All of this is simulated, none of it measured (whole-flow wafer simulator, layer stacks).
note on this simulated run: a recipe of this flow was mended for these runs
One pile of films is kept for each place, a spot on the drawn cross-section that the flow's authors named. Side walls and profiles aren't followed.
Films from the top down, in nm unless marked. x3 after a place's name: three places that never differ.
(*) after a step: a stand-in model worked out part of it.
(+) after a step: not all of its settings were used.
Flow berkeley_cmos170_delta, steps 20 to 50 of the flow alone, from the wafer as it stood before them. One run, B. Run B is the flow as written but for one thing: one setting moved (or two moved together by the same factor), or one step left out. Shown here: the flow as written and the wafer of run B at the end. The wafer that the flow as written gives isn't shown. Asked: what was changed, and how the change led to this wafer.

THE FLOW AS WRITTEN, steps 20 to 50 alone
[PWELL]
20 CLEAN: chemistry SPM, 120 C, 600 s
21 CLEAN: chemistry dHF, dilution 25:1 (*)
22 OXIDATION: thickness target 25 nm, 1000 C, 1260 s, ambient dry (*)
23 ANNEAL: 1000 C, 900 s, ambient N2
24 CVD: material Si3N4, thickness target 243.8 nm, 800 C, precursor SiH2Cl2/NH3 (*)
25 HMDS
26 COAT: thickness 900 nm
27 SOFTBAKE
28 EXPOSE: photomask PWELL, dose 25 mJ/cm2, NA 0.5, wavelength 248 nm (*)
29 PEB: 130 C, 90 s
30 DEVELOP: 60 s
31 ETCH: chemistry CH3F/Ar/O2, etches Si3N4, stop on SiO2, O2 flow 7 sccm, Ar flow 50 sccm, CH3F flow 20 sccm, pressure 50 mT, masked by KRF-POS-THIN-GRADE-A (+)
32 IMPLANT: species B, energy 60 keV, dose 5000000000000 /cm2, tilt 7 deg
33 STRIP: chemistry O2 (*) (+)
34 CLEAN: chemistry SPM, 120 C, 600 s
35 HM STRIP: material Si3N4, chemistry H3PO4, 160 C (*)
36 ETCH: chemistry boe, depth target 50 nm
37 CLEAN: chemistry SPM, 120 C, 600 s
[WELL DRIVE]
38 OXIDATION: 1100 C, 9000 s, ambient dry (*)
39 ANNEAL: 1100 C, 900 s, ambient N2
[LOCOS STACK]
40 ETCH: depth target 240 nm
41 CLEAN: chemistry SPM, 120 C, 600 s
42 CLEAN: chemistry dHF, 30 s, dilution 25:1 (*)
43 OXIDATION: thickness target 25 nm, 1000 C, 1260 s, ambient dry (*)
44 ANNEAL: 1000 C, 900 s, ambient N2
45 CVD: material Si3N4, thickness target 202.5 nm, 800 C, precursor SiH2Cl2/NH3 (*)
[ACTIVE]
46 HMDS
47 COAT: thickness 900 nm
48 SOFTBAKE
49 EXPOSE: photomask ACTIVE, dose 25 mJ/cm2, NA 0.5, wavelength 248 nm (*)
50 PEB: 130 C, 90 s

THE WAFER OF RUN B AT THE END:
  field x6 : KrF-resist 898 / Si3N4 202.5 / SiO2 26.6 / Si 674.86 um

The cause: step 22, OXIDATION: thickness target 75 nm was run, where the flow has thickness target 25 nm; step 22, OXIDATION: 3780 s was run, where the flow has 1260 s.

How the change led to this, step by step:
  22 OXIDATION: thickness target 25 nm, 1000 C, 1260 s, ambient dry (*)
      field x6, sd_p x3: SiO2 +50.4 (new film), Si -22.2 (as written it would be: SiO2 +26.6 (new film), Si -11.7)
  36 ETCH: chemistry boe, depth target 50 nm
      field x6: SiO2 -30.9 (all of it) (as written it would be: SiO2 -7.01 (all of it))
      sd_p x3: SiO2 -42.8 (all of it) (as written it would be: SiO2 -18.9 (all of it))
